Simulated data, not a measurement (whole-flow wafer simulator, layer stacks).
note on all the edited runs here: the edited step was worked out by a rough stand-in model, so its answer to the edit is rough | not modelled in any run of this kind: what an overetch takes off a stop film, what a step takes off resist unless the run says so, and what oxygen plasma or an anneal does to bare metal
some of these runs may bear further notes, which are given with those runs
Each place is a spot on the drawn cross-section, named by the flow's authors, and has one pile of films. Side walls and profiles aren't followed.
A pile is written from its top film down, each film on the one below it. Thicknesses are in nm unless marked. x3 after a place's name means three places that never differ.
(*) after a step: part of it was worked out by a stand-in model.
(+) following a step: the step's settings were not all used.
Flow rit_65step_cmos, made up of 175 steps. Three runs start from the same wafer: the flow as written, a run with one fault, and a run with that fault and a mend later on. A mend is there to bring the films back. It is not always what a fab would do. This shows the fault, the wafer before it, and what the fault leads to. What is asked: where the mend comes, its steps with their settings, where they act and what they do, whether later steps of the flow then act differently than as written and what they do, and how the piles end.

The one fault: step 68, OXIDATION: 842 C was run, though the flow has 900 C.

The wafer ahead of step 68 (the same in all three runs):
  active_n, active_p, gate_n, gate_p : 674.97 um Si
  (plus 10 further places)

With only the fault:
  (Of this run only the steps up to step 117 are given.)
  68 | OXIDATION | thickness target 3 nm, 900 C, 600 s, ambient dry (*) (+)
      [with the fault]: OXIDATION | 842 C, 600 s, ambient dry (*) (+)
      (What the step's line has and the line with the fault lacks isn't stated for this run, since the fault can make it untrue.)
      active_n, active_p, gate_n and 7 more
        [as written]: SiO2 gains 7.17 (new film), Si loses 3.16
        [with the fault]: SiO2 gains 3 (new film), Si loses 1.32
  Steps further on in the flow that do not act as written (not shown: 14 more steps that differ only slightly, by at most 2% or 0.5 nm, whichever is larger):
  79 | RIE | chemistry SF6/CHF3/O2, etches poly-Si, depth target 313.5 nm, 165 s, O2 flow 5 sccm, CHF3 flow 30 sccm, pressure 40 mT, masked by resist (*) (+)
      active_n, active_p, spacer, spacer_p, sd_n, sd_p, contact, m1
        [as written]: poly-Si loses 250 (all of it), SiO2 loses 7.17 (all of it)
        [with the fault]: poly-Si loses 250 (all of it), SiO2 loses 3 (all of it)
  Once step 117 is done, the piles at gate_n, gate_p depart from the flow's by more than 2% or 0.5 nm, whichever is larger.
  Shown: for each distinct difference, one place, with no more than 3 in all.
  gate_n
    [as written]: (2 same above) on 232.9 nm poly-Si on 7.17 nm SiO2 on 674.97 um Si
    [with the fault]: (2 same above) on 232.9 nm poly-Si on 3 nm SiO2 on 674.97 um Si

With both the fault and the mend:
  After step 69 comes the mend.
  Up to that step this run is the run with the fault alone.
  69a | OXIDATION | 900 C, 488.4 s, ambient dry (*) (+) (a further turn of the flow's step 68, with different settings)
      active_n, active_p, gate_n and 7 more
        SiO2 gains 4, Si loses 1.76
  Later steps of the flow that are run all act as written at every place that is followed, up to a difference of at most 2% or 0.5 nm, whichever is larger.
  When the end is reached, the piles differ only a little from the flow's at the places that both follow, at most by 2% or 0.5 nm, whichever is larger.
